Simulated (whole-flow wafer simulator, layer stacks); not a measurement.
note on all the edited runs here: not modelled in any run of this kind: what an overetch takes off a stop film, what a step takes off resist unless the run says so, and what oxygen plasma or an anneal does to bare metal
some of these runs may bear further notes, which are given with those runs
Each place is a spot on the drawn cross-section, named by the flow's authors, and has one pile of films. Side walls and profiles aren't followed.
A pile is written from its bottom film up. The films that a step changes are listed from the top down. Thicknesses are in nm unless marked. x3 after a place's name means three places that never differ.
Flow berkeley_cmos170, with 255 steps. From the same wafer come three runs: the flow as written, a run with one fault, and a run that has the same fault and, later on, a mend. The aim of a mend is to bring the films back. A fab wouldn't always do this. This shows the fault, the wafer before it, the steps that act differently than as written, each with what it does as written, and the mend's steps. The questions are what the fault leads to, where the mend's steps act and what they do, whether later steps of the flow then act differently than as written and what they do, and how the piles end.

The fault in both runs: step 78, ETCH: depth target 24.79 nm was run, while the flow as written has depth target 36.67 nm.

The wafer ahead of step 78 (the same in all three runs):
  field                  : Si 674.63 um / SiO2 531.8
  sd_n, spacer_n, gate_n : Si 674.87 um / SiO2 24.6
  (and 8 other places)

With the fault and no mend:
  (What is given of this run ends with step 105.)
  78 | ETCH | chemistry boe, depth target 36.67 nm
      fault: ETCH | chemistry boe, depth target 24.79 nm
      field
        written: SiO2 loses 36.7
        fault: SiO2 loses 24.8
  Later steps of the flow up to step 105 that are run all act as written at every place that is followed, up to a difference of at most 2% or 0.5 nm, whichever is larger.
  Once step 105 is done, the piles at field depart from the flow's by more than 2% or 0.5 nm, whichever is larger.
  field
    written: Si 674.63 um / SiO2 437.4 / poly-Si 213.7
    fault: Si 674.63 um / SiO2 449.2 / poly-Si 213.7

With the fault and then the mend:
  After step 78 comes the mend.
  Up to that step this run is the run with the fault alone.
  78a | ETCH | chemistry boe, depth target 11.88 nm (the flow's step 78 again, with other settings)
      field
        SiO2 loses 11.9
  Later steps of the flow that are run all act as written at every place that is followed, up to a difference of at most 2% or 0.5 nm, whichever is larger.
  By the end, the piles equal the flow's at every place that both follow.
